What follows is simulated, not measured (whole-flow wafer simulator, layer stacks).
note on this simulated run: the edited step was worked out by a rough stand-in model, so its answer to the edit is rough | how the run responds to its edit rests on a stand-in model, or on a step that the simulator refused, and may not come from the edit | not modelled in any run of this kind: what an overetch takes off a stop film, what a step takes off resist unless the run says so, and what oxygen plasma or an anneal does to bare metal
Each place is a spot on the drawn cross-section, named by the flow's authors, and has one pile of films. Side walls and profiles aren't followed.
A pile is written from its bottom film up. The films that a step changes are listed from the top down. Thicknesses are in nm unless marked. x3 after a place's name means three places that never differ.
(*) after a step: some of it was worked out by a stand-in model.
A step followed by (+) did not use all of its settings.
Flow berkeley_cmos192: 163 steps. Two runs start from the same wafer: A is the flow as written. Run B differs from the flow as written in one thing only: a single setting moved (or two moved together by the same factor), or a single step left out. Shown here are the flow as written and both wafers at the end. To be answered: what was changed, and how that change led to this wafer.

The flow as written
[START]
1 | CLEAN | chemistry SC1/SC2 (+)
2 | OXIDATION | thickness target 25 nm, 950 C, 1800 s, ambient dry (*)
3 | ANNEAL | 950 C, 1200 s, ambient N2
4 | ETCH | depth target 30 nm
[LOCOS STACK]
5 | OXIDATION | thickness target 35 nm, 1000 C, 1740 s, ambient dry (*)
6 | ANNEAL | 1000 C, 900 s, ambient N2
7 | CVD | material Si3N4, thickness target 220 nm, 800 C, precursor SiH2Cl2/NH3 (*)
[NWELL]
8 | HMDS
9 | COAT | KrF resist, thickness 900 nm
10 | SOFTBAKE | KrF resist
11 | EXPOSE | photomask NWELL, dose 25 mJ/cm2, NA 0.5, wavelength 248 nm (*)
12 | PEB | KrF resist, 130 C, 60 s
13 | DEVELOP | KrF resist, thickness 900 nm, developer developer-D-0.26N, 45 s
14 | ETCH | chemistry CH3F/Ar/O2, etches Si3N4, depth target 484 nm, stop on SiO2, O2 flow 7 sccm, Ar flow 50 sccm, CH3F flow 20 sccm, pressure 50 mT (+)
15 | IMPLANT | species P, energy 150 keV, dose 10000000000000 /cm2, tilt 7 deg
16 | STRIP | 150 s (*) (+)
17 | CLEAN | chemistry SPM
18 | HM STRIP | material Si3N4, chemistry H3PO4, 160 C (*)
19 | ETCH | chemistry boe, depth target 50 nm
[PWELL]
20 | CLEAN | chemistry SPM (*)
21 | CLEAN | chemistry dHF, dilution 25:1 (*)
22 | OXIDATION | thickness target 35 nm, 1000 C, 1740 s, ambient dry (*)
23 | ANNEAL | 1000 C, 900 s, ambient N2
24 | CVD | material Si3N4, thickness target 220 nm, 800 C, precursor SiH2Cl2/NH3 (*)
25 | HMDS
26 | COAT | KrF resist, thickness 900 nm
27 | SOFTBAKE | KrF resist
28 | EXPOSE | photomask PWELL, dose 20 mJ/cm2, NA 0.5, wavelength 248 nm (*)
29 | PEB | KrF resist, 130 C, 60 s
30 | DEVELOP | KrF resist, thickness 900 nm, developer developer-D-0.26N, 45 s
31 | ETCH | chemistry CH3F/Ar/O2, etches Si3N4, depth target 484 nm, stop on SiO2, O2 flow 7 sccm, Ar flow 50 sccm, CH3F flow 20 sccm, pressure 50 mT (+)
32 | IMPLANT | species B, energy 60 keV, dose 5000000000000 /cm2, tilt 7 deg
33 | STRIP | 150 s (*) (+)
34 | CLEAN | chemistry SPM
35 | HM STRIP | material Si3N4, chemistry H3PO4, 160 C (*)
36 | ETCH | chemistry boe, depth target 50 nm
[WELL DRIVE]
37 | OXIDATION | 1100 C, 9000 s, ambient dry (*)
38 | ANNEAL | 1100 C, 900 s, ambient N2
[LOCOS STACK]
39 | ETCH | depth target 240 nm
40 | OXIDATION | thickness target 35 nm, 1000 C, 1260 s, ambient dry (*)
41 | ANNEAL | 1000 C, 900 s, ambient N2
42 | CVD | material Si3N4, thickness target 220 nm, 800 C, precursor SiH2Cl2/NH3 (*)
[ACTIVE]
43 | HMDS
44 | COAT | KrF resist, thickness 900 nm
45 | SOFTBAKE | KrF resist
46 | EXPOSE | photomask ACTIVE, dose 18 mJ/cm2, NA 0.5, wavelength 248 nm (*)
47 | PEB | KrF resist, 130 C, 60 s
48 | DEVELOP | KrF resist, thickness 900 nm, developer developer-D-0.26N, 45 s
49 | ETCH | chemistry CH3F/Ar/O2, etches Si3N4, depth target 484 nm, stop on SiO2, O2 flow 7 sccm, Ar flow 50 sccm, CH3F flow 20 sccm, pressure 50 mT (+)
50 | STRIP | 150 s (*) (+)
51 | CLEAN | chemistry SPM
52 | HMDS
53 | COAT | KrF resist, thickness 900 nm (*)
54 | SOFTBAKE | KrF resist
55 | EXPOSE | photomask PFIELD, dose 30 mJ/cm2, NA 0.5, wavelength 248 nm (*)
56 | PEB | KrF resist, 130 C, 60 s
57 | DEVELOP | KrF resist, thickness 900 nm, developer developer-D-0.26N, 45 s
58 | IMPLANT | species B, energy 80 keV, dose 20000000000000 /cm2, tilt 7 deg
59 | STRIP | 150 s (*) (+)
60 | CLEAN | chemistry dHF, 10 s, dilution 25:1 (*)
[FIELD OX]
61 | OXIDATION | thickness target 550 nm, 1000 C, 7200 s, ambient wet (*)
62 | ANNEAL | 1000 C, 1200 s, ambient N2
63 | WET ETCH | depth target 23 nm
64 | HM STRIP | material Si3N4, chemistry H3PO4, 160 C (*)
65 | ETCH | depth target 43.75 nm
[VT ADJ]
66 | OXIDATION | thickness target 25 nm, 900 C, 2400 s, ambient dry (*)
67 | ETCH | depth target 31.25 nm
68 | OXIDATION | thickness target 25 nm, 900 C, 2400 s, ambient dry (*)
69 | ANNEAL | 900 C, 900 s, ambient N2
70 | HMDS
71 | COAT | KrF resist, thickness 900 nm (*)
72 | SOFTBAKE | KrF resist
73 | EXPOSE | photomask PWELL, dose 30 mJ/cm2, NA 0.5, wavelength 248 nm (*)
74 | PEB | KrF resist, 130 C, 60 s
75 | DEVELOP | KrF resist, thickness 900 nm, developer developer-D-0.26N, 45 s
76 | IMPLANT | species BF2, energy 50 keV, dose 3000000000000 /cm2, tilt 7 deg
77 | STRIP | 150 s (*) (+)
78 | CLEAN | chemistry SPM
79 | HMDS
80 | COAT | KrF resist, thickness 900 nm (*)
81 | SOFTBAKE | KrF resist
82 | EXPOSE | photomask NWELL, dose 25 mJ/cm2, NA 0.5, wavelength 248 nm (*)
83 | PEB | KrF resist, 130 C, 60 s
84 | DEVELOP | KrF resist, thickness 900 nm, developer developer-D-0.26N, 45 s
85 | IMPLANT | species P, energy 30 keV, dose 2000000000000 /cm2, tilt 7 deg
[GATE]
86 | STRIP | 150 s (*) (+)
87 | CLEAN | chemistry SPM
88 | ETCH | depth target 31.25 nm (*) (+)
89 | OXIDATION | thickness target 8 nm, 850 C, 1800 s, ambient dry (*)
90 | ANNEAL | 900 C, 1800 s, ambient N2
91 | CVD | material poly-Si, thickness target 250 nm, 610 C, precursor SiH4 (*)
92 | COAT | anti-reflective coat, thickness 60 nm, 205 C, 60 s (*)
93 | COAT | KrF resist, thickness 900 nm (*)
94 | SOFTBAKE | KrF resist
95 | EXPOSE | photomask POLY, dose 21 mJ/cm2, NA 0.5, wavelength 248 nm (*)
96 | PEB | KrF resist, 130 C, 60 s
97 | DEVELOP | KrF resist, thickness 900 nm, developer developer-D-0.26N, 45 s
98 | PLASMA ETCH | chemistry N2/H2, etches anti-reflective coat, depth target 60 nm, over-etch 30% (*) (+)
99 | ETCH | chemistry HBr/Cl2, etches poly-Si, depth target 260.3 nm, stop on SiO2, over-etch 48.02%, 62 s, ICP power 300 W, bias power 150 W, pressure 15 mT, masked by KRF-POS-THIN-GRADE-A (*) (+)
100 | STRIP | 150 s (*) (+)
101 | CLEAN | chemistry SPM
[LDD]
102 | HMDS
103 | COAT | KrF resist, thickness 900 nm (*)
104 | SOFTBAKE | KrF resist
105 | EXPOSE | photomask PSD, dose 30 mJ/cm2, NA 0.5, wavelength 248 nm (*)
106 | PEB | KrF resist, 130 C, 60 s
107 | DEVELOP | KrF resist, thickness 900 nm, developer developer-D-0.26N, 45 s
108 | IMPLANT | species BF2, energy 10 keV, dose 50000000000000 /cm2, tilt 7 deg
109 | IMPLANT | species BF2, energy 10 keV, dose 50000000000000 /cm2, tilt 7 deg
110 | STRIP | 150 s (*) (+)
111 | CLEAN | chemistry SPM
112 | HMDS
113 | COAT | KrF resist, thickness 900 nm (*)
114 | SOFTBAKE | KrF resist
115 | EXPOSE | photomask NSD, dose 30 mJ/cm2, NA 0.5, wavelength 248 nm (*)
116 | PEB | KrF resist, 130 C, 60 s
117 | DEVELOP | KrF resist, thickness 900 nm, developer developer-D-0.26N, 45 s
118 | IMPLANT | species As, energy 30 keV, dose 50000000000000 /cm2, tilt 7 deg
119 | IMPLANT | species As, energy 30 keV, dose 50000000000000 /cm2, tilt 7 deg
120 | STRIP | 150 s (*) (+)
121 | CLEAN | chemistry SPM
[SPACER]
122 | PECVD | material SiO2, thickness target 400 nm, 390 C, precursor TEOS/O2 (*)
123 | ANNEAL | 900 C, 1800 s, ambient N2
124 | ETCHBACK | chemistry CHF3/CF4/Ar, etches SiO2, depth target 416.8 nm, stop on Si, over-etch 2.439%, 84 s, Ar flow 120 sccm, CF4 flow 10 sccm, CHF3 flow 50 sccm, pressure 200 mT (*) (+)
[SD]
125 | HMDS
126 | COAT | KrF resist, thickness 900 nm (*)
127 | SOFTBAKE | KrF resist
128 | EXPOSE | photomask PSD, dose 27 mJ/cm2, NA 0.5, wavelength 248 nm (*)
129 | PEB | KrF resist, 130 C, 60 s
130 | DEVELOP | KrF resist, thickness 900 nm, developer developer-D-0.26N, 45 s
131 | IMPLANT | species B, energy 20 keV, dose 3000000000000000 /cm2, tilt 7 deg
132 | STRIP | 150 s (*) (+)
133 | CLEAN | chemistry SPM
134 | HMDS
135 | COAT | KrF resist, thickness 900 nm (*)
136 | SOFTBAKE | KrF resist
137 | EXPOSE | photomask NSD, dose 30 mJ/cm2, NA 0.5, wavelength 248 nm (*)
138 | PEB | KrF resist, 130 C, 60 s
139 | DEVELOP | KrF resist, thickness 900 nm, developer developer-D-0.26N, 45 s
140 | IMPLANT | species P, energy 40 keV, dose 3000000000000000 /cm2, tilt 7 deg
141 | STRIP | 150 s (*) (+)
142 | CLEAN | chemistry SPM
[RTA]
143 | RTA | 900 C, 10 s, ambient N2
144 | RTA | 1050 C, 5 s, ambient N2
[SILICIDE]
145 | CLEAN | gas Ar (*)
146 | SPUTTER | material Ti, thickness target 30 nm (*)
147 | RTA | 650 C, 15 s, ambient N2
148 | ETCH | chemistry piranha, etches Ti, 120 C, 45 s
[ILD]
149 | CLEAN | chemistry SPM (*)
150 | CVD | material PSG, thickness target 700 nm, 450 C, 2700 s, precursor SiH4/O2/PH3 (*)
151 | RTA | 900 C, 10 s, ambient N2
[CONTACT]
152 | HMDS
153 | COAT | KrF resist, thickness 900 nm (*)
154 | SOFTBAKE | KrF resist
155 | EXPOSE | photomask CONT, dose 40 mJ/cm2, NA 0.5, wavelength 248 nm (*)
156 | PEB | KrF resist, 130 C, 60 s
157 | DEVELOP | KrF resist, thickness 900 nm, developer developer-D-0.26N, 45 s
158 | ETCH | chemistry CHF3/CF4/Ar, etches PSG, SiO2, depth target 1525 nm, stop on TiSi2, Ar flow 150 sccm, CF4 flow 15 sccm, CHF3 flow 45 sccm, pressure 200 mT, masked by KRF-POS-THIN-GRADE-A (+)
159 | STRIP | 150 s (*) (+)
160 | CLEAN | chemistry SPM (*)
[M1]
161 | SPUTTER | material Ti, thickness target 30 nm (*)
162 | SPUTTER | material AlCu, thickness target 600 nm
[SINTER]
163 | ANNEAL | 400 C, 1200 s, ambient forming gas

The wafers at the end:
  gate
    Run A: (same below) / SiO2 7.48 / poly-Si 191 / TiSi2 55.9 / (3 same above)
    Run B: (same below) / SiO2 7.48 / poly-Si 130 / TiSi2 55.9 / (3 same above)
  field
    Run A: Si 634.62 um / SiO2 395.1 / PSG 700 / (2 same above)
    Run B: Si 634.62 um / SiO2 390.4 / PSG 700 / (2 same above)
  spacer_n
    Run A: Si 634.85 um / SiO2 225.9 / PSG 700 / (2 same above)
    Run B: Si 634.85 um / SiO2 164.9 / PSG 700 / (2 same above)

What caused this: step 91, CVD: thickness target 189 nm was run, though the flow has thickness target 250 nm.

Step by step, how the change led to this:
  91 | CVD | material poly-Si, thickness target 250 nm, 610 C, precursor SiH4 (*)
      field, sd_n, spacer_n and 6 more: A poly-Si gains 250 (new film) | B poly-Si gains 189 (new film)
  99 | ETCH | chemistry HBr/Cl2, etches poly-Si, depth target 260.3 nm, stop on SiO2, over-etch 48.02%, 62 s, ICP power 300 W, bias power 150 W, pressure 15 mT, masked by KRF-POS-THIN-GRADE-A (*) (+)
      spacer_n, spacer_p: A poly-Si loses 245.8 (all of it), SiO2 loses 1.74 | B poly-Si loses 184.8 (all of it), SiO2 loses 6.44
      field: A poly-Si loses 245.8 (all of it), SiO2 loses 1.74 | B poly-Si loses 184.8 (all of it), SiO2 loses 6.43
      (and at 4 other places as well)
  103 | COAT | KrF resist, thickness 900 nm (*)
      gate: A KrF resist gains 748 (new film) | B KrF resist gains 797.5 (new film)
      gate_p: A KrF resist gains 744.1 (new film) | B KrF resist gains 793.5 (new film)
  107 | DEVELOP | KrF resist, thickness 900 nm, developer developer-D-0.26N, 45 s
      gate_p: A KrF resist loses 742.9 (all of it) | B KrF resist loses 792.3 (all of it)
  110 | STRIP | 150 s (*) (+)
      gate: A KrF resist loses 732.7 (all of it), chemical SiO2 gains 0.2, poly-Si loses 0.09 | B KrF resist loses 782 (all of it), chemical SiO2 gains 0.2, poly-Si loses 0.09
  113 | COAT | KrF resist, thickness 900 nm (*)
      gate: A KrF resist gains 747.9 (new film) | B KrF resist gains 796.8 (new film)
      gate_p: A KrF resist gains 743.9 (new film) | B KrF resist gains 792.8 (new film)
  117 | DEVELOP | KrF resist, thickness 900 nm, developer developer-D-0.26N, 45 s
      gate: A KrF resist loses 746.8 (all of it) | B KrF resist loses 795.6 (all of it)
  120 | STRIP | 150 s (*) (+)
      gate_p: A KrF resist loses 728.6 (all of it), chemical SiO2 gains 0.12, poly-Si loses 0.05 | B KrF resist loses 777.4 (all of it), chemical SiO2 gains 0.12, poly-Si loses 0.05
  124 | ETCHBACK | chemistry CHF3/CF4/Ar, etches SiO2, depth target 416.8 nm, stop on Si, over-etch 2.439%, 84 s, Ar flow 120 sccm, CF4 flow 10 sccm, CHF3 flow 50 sccm, pressure 200 mT (*) (+)
      spacer_n: A SiO2 loses 160 | B SiO2 loses 215.2
      spacer_p: A SiO2 loses 159.9 | B SiO2 loses 216.3
  126 | COAT | KrF resist, thickness 900 nm (*)
      spacer_n: A KrF resist gains 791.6 (new film) | B KrF resist gains 838 (new film)
      gate: A KrF resist gains 771.5 (new film) | B KrF resist gains 816.7 (new film)
      (and at 2 other places as well)
  130 | DEVELOP | KrF resist, thickness 900 nm, developer developer-D-0.26N, 45 s
      spacer_p: A KrF resist loses 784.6 (all of it) | B KrF resist loses 829 (all of it)
      gate_p: A KrF resist loses 764.3 (all of it) | B KrF resist loses 807.7 (all of it)
  132 | STRIP | 150 s (*) (+)
      spacer_n: A KrF resist loses 776.1 (all of it) | B KrF resist loses 822.5 (all of it)
      gate: A chemical SiO2 gains 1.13 (new film), KrF resist loses 756.1 (all of it), poly-Si loses 0.5 | B chemical SiO2 gains 1.13 (new film), KrF resist loses 801.2 (all of it), poly-Si loses 0.5
  135 | COAT | KrF resist, thickness 900 nm (*)
      spacer_n: A KrF resist gains 791.1 (new film) | B KrF resist gains 838.5 (new film)
      gate: A KrF resist gains 770.3 (new film) | B KrF resist gains 816.6 (new film)
      (and at 2 other places as well)
  139 | DEVELOP | KrF resist, thickness 900 nm, developer developer-D-0.26N, 45 s
      spacer_n: A KrF resist loses 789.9 (all of it) | B KrF resist loses 837.2 (all of it)
      gate: A KrF resist loses 769.1 (all of it) | B KrF resist loses 815.3 (all of it)
  141 | STRIP | 150 s (*) (+)
      spacer_p: A KrF resist loses 770.2 (all of it) | B KrF resist loses 815.3 (all of it)
      gate_p: A KrF resist loses 749.1 (all of it), chemical SiO2 gains 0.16 | B KrF resist loses 793.2 (all of it), chemical SiO2 gains 0.16
  153 | COAT | KrF resist, thickness 900 nm (*)
      spacer_n: A KrF resist gains 829.8 (new film) | B KrF resist gains 862.2 (new film)
      gate: A KrF resist gains 809.7 (new film) | B KrF resist gains 838.6 (new film)
      (and at 2 other places as well)
  159 | STRIP | 150 s (*) (+)
      spacer_n: A KrF resist loses 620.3 (all of it) | B KrF resist loses 652.6 (all of it)
      gate: A KrF resist loses 600.1 (all of it) | B KrF resist loses 629 (all of it)
      (and at 3 other places as well)
